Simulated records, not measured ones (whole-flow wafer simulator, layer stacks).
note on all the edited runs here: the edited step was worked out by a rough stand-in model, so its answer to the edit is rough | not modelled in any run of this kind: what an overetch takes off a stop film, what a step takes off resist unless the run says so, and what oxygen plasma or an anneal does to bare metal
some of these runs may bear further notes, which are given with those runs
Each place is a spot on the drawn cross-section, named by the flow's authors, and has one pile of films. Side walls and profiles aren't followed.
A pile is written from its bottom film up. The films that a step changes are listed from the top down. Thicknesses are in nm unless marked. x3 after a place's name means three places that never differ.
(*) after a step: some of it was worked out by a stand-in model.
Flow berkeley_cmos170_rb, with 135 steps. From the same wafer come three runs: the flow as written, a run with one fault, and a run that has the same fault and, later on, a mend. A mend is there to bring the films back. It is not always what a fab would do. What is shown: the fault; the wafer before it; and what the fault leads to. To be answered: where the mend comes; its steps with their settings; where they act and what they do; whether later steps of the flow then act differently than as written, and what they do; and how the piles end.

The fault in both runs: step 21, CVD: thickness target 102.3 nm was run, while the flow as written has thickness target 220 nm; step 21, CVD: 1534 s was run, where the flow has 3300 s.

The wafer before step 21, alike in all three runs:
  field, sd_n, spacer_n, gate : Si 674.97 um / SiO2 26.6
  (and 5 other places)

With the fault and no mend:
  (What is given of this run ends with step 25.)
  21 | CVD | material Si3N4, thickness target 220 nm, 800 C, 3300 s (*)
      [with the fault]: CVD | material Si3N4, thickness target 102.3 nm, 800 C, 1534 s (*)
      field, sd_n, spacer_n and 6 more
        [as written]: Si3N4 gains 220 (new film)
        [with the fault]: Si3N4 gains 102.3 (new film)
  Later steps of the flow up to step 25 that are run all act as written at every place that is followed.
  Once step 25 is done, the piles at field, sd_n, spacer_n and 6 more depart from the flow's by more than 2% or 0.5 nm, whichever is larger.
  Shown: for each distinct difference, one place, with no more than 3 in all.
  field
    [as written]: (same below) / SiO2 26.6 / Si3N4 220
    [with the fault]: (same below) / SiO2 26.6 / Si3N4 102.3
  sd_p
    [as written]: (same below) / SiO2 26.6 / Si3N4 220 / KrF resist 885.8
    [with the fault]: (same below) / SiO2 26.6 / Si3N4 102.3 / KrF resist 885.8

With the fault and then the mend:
  The mend follows step 21.
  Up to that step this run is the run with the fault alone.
  21a | CVD | material Si3N4, thickness target 117.7 nm, 800 C, 1765 s (*) (the flow's step 21, run once more with other settings)
      field, sd_n, spacer_n and 6 more
        Si3N4 gains 117.7
  Later steps of the flow that are run all act as written at every place that is followed.
  At every place that both follow, the piles at the end match the flow's.
